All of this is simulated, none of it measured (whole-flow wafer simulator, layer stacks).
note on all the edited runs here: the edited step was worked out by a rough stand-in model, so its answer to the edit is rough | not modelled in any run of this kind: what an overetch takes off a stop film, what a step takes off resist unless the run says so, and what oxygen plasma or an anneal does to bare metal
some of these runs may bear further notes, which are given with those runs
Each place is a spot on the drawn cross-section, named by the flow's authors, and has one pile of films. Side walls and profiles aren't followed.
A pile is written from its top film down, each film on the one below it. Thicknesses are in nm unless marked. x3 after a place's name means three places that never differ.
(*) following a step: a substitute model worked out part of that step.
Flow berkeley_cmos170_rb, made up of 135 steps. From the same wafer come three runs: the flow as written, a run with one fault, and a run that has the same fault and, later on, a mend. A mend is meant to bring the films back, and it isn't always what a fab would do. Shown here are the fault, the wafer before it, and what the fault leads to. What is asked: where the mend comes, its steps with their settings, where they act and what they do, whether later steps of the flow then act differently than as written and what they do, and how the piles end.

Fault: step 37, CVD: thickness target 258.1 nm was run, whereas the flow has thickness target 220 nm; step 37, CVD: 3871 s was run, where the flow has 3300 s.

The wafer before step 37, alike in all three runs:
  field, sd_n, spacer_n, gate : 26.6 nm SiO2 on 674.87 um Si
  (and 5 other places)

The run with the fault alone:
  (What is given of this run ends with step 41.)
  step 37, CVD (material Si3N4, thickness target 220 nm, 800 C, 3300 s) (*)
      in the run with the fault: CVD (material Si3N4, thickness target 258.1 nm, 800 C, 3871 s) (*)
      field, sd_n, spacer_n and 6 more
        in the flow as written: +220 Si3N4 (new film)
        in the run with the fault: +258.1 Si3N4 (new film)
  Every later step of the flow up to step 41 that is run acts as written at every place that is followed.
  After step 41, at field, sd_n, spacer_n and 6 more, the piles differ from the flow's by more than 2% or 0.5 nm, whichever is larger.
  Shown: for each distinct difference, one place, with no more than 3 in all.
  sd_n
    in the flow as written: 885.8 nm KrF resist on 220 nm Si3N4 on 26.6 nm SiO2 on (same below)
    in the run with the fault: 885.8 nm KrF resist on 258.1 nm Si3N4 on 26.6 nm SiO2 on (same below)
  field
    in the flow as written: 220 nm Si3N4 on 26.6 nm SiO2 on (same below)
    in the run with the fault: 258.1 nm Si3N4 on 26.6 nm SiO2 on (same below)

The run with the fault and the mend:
  The mend stands after step 37.
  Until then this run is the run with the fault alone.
  step 37a, ETCH (chemistry h3po4, depth target 297.3 nm) (a further turn of the flow's step 30, with different settings)
      field, sd_n, spacer_n and 6 more
        -258.1 Si3N4 (all of it)
  step 37b, CLEAN (*)
      does not change any film at any place that is followed
  step 37c, CVD (material Si3N4, thickness target 220 nm, 800 C, 3300 s) (*) (a further turn of the flow's step 37)
      field, sd_n, spacer_n and 6 more
        +220 Si3N4 (new film)
  Every later step of the flow that is run acts as written at every place that is followed.
  The piles end the same as the flow's at every place that both follow.
